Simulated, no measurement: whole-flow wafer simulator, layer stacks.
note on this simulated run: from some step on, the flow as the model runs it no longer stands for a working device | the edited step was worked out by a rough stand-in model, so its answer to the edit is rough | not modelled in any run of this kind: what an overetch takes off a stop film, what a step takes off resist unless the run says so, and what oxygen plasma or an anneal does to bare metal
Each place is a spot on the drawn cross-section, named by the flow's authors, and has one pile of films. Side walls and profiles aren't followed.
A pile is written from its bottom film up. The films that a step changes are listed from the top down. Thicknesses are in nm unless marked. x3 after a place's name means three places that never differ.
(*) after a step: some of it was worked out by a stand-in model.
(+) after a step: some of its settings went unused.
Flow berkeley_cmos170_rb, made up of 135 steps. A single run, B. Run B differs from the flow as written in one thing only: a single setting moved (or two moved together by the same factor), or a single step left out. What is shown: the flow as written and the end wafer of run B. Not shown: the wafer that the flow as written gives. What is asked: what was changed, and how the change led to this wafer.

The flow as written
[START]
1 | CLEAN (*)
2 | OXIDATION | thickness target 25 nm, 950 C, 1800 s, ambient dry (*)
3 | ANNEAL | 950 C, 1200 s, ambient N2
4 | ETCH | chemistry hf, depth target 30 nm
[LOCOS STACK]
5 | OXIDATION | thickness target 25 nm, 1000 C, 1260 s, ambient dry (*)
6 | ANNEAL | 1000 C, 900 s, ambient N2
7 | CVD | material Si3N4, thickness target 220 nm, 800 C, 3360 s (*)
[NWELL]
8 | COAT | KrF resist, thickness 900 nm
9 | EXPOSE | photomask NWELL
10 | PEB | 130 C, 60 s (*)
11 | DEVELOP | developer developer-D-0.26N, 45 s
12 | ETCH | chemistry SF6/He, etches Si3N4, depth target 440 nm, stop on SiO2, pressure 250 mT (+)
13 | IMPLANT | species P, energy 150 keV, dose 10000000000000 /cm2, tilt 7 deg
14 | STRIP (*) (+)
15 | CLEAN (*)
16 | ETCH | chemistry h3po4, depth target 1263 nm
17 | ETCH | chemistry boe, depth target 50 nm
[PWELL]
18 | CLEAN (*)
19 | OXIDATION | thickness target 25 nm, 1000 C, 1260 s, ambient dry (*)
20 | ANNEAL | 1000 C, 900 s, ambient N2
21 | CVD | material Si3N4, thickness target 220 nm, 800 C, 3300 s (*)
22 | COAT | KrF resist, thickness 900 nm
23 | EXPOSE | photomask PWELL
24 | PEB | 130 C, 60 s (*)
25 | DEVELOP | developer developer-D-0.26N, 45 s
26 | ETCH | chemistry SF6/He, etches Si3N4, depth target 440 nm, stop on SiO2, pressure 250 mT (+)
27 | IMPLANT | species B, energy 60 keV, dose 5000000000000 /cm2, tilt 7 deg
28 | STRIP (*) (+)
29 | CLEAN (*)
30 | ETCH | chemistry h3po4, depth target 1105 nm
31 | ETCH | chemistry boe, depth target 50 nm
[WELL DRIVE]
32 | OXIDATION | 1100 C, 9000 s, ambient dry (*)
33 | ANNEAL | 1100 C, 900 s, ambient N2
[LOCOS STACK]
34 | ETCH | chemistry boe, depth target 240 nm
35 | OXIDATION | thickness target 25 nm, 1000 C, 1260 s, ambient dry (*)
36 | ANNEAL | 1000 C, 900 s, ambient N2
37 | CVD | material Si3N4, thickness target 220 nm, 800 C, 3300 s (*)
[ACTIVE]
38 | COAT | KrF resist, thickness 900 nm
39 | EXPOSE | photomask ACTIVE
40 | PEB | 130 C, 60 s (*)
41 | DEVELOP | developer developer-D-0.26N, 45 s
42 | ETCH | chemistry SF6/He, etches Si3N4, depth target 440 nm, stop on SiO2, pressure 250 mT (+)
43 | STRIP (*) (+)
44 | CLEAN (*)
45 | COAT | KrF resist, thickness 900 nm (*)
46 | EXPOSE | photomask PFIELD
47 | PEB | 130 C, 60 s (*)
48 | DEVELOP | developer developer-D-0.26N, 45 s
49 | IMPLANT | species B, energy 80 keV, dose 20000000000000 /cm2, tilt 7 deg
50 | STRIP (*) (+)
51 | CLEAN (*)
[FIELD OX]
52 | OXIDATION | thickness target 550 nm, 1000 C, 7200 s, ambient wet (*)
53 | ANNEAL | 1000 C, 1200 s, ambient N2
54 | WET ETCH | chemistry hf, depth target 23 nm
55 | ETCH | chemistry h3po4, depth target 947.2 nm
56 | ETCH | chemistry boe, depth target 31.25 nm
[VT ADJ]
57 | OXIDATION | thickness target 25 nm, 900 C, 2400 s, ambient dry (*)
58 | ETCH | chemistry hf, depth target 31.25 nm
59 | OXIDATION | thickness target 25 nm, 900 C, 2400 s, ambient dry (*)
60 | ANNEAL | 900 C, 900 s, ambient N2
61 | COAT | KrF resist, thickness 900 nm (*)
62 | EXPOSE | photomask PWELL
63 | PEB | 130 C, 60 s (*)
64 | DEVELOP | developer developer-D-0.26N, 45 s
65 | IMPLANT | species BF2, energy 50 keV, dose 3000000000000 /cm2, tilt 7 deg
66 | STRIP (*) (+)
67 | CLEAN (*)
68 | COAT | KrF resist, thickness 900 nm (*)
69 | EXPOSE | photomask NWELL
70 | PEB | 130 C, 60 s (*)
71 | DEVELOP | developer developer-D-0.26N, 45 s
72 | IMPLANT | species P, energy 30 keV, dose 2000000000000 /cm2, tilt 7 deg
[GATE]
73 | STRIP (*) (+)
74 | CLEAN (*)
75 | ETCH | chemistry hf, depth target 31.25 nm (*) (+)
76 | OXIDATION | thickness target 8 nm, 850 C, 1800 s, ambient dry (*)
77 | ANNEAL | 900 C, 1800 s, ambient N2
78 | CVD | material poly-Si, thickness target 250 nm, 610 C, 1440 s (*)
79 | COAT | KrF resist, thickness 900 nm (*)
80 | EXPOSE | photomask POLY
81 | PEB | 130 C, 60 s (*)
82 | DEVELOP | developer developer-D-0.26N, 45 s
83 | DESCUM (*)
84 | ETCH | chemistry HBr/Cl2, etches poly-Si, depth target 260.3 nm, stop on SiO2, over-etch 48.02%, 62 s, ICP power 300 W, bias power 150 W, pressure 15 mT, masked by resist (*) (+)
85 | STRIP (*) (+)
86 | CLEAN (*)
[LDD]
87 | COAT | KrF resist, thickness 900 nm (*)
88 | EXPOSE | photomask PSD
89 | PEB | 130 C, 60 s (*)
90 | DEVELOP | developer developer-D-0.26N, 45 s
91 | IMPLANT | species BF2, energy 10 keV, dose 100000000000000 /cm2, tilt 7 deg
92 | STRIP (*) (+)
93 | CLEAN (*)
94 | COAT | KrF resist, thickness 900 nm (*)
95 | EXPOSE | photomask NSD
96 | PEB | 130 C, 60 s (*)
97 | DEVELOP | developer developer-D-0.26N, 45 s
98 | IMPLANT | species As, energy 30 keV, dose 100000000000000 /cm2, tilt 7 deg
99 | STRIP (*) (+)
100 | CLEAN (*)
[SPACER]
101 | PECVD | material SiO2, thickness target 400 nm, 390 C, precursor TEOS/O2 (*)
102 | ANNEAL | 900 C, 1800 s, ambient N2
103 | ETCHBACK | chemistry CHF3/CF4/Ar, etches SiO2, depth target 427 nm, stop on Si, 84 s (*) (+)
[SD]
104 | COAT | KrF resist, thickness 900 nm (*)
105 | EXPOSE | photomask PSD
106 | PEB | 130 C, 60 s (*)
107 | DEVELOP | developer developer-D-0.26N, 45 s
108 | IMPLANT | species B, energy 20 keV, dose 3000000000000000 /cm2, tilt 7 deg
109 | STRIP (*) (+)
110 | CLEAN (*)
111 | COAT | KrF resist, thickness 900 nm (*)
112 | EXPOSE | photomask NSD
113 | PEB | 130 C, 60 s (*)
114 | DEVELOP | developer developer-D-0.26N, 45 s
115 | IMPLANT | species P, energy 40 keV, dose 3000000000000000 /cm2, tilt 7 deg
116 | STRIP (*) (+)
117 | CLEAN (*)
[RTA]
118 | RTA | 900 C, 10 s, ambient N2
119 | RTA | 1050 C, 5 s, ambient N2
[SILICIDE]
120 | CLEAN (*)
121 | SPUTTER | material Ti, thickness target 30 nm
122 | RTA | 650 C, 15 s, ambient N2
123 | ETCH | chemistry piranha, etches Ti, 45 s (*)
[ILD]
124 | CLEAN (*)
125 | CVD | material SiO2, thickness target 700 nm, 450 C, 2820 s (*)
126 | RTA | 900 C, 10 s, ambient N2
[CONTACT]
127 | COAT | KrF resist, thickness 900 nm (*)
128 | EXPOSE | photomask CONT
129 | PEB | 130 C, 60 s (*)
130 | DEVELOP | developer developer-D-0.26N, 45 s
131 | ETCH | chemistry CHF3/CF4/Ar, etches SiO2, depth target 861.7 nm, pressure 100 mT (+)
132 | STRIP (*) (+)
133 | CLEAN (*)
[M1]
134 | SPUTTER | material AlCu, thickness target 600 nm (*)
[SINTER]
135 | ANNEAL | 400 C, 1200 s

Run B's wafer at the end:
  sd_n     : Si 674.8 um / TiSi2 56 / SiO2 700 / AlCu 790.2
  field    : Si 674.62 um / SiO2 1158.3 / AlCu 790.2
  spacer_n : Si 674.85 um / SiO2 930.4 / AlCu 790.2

Cause: step 134, SPUTTER: thickness target 790.2 nm was run, whereas the flow has thickness target 600 nm.
The wafer lets one read it off: sd_n has AlCu 790.2, and step 134 as written asks for 600 nm.

The path from the change to this, step by step:
  134 | SPUTTER | material AlCu, thickness target 600 nm (*)
      field, sd_n, spacer_n, gate, spacer_p, gate_p, m1: +790.2 AlCu (new film) (in the flow as written it would be: +600 AlCu (new film))
      sd_p: +728.6 AlCu (new film) (in the flow as written it would be: +545.9 AlCu (new film))
      (and at 1 other place as well)
